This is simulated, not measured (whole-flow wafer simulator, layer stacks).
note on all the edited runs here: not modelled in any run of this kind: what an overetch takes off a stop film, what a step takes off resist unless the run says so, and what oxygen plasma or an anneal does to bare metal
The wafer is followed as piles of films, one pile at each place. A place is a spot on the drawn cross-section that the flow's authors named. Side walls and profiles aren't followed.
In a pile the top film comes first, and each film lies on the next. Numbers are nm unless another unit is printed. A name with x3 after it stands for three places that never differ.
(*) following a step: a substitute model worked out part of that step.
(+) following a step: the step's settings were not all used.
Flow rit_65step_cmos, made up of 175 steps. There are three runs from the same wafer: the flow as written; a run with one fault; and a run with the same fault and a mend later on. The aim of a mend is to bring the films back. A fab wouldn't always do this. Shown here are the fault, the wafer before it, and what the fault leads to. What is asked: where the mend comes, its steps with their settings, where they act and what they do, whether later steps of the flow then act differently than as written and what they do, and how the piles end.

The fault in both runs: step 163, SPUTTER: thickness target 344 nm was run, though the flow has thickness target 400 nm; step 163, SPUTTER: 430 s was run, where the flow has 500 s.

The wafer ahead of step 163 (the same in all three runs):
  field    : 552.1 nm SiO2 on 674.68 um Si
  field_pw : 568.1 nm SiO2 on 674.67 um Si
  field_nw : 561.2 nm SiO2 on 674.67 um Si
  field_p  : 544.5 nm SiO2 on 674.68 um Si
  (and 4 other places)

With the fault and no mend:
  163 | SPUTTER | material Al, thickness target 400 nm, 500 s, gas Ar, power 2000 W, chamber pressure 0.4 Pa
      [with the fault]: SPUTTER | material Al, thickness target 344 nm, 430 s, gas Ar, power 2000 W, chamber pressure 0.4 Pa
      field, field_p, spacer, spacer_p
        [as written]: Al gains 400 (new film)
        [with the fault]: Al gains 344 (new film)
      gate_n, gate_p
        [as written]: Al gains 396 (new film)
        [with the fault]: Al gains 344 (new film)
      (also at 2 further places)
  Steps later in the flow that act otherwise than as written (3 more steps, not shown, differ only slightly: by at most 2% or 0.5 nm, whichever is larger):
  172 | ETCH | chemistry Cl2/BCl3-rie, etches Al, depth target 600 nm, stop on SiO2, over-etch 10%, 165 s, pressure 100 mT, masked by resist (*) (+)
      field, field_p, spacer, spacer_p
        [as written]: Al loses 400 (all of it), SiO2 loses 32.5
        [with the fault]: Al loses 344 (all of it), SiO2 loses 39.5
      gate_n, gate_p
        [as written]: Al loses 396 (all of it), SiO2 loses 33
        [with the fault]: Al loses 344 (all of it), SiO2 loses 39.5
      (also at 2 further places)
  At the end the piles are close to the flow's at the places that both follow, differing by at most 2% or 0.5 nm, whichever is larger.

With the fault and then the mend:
  After step 164 comes the mend.
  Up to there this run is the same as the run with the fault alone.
  164a | ETCH | chemistry al pan, depth target 396.4 nm
      field, field_p, gate_n, gate_p, spacer, spacer_p
        Al loses 344 (all of it)
      field_pw
        Al loses 342.7 (all of it)
      field_nw
        Al loses 343.3 (all of it)
  164b | SPUTTER | material Al, thickness target 400 nm, 500 s, gas Ar, power 2000 W, chamber pressure 0.4 Pa (the flow's step 163, run once more)
      field, field_pw, field_p, spacer, spacer_p
        Al gains 400 (new film)
      gate_n, gate_p
        Al gains 396 (new film)
      field_nw
        Al gains 397.2 (new film)
  Every later step of the flow that is run acts as written at every place that is followed.
  By the end, the piles equal the flow's at every place that both follow.
